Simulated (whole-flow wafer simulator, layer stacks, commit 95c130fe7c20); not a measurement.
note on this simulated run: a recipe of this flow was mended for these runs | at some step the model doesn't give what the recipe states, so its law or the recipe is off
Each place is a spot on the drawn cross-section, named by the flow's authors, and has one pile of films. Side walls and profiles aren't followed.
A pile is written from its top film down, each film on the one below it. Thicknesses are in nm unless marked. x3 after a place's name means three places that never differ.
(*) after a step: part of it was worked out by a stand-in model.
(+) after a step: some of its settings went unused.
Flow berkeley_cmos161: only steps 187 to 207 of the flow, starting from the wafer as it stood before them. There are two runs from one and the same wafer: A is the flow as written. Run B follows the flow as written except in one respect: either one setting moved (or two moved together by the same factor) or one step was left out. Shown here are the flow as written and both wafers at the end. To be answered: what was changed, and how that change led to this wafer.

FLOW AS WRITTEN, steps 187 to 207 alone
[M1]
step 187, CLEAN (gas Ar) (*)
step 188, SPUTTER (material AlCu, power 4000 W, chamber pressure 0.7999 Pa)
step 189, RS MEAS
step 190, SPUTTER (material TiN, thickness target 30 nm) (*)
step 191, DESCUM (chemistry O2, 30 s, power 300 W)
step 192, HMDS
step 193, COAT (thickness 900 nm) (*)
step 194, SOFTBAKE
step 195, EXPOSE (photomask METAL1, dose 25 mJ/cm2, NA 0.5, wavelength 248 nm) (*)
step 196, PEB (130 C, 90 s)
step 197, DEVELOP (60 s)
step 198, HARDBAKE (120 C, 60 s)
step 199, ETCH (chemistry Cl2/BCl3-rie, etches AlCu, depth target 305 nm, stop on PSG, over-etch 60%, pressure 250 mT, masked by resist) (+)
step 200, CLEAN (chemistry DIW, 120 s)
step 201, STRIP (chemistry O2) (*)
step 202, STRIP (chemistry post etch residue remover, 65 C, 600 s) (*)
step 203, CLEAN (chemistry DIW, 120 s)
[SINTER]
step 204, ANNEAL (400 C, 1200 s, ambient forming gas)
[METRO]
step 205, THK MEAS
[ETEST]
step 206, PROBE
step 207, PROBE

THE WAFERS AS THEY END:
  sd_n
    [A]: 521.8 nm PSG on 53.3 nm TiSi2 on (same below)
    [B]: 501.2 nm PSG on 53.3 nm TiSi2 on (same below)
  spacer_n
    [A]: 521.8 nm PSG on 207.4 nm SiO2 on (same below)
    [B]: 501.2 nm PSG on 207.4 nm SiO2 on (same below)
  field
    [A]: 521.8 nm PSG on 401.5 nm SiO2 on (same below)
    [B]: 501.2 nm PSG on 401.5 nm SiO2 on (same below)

The reason: step 190, SPUTTER: thickness target 41 nm was run, whereas the flow has thickness target 30 nm; step 199, ETCH: depth target 415 nm was run, where the flow has depth target 305 nm.

Step by step, how the change led to this:
  step 190, SPUTTER (material TiN, thickness target 30 nm) (*)
      field, sd_n, spacer_n, gate_n, spacer_p, gate_p, m1: A +30 TiN (new film) | B +41 TiN (new film)
      sd_p: A +26.1 TiN (new film) | B +35.6 TiN (new film)
      (as well as at 1 more place)
  step 199, ETCH (chemistry Cl2/BCl3-rie, etches AlCu, depth target 305 nm, stop on PSG, over-etch 60%, pressure 250 mT, masked by resist) (+)
      field, sd_n, spacer_n, gate_n, spacer_p, gate_p: A -30 TiN (all of it), -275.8 AlCu (all of it), -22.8 PSG | B -41 TiN (all of it), -275.8 AlCu (all of it), -43.4 PSG
      contact, m1: A -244 KrF-resist | B -332 KrF-resist
      (as well as at 1 more place)
  step 201, STRIP (chemistry O2) (*)
      contact: A -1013 KrF-resist (all of it) | B -927.6 KrF-resist (all of it)
      m1: A -537.5 KrF-resist (all of it) | B -449.4 KrF-resist (all of it)
